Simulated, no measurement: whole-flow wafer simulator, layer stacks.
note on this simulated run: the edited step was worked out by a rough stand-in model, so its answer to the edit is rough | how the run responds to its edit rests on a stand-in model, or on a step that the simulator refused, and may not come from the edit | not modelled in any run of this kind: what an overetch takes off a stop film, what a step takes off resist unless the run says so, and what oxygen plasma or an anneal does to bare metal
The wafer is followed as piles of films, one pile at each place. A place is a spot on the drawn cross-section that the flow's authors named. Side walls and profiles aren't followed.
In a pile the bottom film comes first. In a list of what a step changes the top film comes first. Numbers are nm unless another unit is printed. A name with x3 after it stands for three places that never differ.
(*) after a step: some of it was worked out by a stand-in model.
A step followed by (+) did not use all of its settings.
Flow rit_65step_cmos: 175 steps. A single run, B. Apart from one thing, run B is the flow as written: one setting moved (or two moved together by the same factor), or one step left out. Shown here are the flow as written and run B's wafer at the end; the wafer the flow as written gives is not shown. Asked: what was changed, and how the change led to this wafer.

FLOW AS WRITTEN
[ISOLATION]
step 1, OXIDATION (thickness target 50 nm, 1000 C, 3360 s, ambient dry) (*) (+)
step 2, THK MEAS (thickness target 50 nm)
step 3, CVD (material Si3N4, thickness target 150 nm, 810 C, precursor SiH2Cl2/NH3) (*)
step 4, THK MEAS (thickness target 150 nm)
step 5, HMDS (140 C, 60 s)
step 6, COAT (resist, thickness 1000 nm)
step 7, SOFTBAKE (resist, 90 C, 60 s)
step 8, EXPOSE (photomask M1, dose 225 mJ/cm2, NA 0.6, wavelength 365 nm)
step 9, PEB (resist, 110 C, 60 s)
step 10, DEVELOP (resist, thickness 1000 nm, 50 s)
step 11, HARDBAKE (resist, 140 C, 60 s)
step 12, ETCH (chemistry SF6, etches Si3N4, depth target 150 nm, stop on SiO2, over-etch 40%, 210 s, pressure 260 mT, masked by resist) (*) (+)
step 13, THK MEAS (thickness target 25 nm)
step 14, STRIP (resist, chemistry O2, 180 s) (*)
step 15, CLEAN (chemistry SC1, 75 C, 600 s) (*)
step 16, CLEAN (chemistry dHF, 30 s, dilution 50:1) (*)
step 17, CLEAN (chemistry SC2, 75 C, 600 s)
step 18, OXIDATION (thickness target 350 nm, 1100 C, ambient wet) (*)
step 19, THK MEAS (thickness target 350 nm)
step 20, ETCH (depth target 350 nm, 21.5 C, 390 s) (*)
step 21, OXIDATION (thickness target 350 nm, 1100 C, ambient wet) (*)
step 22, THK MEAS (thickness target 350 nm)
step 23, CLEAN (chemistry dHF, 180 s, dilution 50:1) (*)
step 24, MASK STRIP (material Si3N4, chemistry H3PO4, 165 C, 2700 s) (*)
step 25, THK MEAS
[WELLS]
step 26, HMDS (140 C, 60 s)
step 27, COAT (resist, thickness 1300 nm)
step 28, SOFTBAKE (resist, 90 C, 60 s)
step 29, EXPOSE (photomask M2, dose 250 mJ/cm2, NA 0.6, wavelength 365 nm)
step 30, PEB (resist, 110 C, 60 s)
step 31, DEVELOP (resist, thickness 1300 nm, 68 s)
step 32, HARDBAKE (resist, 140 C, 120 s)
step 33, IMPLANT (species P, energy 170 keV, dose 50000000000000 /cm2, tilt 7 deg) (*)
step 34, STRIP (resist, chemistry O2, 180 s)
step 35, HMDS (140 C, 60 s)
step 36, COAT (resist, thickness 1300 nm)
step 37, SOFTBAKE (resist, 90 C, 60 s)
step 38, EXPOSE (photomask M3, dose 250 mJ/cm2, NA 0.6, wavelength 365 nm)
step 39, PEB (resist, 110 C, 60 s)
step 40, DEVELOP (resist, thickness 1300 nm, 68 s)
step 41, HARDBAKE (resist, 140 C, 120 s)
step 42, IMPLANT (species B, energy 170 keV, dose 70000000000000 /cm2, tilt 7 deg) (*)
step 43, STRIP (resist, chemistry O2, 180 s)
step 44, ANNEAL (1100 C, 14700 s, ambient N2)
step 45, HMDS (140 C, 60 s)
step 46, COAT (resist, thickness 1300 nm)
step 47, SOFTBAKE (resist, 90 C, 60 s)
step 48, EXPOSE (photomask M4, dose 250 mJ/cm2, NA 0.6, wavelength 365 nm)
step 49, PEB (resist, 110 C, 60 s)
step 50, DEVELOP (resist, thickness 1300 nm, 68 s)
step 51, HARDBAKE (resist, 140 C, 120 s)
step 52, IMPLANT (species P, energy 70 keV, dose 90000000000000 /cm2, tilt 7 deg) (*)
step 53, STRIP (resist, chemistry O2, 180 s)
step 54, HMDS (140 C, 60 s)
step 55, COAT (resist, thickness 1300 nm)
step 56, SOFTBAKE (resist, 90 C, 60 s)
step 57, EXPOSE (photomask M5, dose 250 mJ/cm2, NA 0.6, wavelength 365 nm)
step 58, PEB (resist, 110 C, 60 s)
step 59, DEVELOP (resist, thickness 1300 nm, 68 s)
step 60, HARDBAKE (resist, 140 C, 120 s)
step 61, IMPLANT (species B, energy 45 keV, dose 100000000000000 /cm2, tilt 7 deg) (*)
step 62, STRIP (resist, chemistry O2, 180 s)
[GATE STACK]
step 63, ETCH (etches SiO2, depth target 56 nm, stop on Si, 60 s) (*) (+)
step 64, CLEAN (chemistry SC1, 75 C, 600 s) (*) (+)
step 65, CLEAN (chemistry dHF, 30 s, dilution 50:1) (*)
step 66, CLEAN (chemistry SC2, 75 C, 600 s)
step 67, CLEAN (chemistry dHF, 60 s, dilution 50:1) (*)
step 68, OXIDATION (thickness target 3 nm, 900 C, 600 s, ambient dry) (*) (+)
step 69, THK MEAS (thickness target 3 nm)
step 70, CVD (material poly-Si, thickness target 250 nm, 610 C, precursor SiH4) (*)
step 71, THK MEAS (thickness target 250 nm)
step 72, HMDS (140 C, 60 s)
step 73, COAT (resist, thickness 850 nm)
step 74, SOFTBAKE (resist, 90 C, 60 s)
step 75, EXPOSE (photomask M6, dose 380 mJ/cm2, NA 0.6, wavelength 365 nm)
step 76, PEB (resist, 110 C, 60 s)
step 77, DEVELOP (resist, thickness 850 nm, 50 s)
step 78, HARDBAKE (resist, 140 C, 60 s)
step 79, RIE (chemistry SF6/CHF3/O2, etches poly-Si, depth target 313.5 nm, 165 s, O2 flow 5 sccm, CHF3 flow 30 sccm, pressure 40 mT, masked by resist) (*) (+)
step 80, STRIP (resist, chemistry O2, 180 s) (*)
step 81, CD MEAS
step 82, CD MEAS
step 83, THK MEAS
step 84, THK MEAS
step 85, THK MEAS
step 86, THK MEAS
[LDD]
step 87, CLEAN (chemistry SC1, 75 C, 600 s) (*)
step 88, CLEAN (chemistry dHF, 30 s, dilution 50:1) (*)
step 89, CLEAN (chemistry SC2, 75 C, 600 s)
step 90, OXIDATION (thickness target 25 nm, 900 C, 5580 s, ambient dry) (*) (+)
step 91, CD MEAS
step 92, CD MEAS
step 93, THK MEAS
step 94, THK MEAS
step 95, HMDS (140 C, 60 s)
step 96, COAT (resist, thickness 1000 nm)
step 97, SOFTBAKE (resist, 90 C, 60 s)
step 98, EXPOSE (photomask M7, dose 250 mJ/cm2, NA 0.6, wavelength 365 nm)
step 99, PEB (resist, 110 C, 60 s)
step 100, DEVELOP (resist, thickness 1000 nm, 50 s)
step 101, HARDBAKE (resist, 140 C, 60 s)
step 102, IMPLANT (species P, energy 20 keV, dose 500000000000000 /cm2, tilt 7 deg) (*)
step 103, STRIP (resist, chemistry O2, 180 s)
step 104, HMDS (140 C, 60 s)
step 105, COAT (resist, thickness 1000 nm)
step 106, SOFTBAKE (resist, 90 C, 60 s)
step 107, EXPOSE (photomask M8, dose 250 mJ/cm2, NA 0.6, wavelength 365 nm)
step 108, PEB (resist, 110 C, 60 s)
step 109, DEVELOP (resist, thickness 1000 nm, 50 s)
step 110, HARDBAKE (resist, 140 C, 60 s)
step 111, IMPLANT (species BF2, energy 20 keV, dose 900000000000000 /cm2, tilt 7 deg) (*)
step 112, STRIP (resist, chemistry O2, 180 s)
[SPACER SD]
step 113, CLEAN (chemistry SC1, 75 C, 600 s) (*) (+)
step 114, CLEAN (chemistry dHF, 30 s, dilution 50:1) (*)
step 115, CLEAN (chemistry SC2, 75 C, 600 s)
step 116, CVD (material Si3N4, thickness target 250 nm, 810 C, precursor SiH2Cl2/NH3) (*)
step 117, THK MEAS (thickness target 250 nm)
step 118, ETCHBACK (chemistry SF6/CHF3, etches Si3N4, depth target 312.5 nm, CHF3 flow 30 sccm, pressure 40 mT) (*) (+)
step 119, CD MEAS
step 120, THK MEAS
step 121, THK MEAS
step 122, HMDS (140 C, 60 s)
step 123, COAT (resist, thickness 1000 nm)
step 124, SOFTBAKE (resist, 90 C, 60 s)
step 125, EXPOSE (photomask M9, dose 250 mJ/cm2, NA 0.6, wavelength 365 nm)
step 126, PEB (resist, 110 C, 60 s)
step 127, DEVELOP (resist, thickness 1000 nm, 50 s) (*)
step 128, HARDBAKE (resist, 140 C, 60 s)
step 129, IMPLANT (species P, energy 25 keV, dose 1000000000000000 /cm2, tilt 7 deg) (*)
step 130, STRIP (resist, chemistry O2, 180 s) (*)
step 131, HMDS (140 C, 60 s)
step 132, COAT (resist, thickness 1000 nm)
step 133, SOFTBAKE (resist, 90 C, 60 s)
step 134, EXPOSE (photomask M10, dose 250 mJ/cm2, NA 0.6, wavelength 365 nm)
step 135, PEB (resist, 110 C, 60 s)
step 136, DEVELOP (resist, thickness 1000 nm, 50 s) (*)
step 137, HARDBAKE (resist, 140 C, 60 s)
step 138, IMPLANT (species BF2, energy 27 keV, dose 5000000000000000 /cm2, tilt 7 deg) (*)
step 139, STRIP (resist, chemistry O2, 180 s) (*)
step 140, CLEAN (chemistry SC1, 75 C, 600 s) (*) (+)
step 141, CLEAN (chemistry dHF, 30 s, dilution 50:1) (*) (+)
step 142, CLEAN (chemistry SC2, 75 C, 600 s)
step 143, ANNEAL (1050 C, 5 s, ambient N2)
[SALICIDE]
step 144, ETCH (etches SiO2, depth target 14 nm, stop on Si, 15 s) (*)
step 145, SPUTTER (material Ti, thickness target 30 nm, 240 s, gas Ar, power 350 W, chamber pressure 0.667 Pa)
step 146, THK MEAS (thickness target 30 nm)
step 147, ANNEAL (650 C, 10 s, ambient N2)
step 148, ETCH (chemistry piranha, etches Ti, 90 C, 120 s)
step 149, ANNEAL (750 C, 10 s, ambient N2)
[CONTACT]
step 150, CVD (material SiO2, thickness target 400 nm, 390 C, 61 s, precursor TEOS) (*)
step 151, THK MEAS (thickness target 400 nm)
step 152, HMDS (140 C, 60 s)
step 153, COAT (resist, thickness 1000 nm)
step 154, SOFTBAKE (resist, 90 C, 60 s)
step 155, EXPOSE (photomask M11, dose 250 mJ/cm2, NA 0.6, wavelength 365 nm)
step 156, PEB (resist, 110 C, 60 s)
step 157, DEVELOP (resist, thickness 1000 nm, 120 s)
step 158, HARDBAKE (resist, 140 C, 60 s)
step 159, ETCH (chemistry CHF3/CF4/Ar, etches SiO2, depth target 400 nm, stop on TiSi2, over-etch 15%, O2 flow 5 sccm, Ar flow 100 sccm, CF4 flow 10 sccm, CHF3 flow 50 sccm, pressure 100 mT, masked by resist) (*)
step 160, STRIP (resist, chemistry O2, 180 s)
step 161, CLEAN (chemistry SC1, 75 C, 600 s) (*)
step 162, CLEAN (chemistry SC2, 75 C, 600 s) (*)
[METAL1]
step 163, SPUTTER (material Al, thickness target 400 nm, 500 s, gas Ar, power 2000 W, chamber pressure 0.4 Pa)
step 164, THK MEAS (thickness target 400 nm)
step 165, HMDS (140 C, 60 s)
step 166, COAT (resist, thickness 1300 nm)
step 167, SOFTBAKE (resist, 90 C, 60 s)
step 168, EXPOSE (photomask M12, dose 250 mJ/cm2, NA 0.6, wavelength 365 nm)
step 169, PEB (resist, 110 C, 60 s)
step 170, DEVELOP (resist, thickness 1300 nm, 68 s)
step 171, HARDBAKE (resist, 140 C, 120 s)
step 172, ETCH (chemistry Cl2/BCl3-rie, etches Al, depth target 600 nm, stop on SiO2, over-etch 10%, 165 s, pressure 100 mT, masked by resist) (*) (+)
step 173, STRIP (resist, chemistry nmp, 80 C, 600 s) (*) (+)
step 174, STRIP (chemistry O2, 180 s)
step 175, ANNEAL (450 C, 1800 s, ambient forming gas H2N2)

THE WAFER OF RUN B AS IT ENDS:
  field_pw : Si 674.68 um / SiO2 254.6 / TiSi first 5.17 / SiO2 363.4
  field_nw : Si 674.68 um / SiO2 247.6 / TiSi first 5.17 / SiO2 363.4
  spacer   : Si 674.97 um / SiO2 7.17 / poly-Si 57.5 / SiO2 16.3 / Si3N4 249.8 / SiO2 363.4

What caused this: step 70, CVD: thickness target 388 nm was run, though the flow has thickness target 250 nm.

How this came from the change, step by step:
  step 70, CVD (material poly-Si, thickness target 250 nm, 610 C, precursor SiH4) (*)
      field, field_pw, field_nw and 11 more: +388 poly-Si (new film) (as written it would have been: +250 poly-Si (new film))
  step 79, RIE (chemistry SF6/CHF3/O2, etches poly-Si, depth target 313.5 nm, 165 s, O2 flow 5 sccm, CHF3 flow 30 sccm, pressure 40 mT, masked by resist) (*) (+)
      active_n, active_p, spacer, spacer_p, sd_n, sd_p, contact, m1: -313.5 poly-Si (as written it would have been: -250 poly-Si (all of it), -7.17 SiO2 (all of it))
      field, field_pw, field_nw, field_p: -313.5 poly-Si (as written it would have been: -250 poly-Si (all of it), -10.9 SiO2)
  step 80, STRIP (resist, chemistry O2, 180 s) (*)
      active_n, active_p, spacer, spacer_p, sd_n, sd_p, contact, m1: +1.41 chemical SiO2 (new film), -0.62 poly-Si (as written it would have been: +1.41 chemical SiO2 (new film), -0.62 Si)
      field, field_pw, field_nw, field_p: +1.41 chemical SiO2 (new film), -0.62 poly-Si (as written it would have been: nothing)
  step 87, CLEAN (chemistry SC1, 75 C, 600 s) (*)
      active_n, active_p, spacer, spacer_p, sd_n, sd_p, contact, m1: -0.81 chemical SiO2, -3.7 poly-Si (as written it would have been: -0.81 chemical SiO2, -3.7 Si)
      field, field_pw, field_nw, field_p: -0.81 chemical SiO2, -3.7 poly-Si (as written it would have been: -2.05 SiO2)
  step 88, CLEAN (chemistry dHF, 30 s, dilution 50:1) (*)
      field, field_pw, field_nw, field_p: -0.6 chemical SiO2 (all of it) (as written it would have been: -2.78 SiO2)
  step 90, OXIDATION (thickness target 25 nm, 900 C, 5580 s, ambient dry) (*) (+)
      active_n, active_p, spacer, spacer_p, sd_n, sd_p, contact, m1: +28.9 SiO2 (new film), -0.4 chemical SiO2 (all of it), -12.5 poly-Si (as written it would have been: +26.5 SiO2 (new film), -0.4 chemical SiO2 (all of it), -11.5 Si)
      field, field_pw: +28.9 SiO2 (new film), -0.4 chemical SiO2 (all of it), -12.5 poly-Si (as written it would have been: +6.57 SiO2, -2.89 Si)
      (as well as at 2 more places)
  step 96, COAT (resist, thickness 1000 nm)
      gate_n, gate_p: +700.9 resist (new film) (as written it would have been: +750.6 resist (new film))
  step 99, PEB (resist, 110 C, 60 s)
      gate_n, gate_p: -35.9 resist (as written it would have been: -38.6 resist)
  step 100, DEVELOP (resist, thickness 1000 nm, 50 s)
      gate_n: -665 resist (all of it) (as written it would have been: -712.1 resist (all of it))
  step 101, HARDBAKE (resist, 140 C, 60 s)
      gate_p: -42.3 resist (as written it would have been: -45.8 resist)
  step 103, STRIP (resist, chemistry O2, 180 s)
      gate_p: -622.7 resist (all of it) (as written it would have been: -666.3 resist (all of it))
  step 105, COAT (resist, thickness 1000 nm)
      gate_n, gate_p: +700.9 resist (new film) (as written it would have been: +750.6 resist (new film))
  step 108, PEB (resist, 110 C, 60 s)
      gate_n, gate_p: -35.9 resist (as written it would have been: -38.6 resist)
  step 109, DEVELOP (resist, thickness 1000 nm, 50 s)
      gate_p: -665 resist (all of it) (as written it would have been: -712.1 resist (all of it))
  step 110, HARDBAKE (resist, 140 C, 60 s)
      gate_n: -42.3 resist (as written it would have been: -45.8 resist)
  step 112, STRIP (resist, chemistry O2, 180 s)
      gate_n: -622.7 resist (all of it) (as written it would have been: -666.3 resist (all of it))
  ... 23 further steps ...
  step 170, DEVELOP (resist, thickness 1300 nm, 68 s)
      field: -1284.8 resist (all of it) (as written it would have been: -1316.6 resist (all of it))
      field_pw: -1250.2 resist (all of it) (as written it would have been: -1285.5 resist (all of it))
      (as well as at 6 more places)
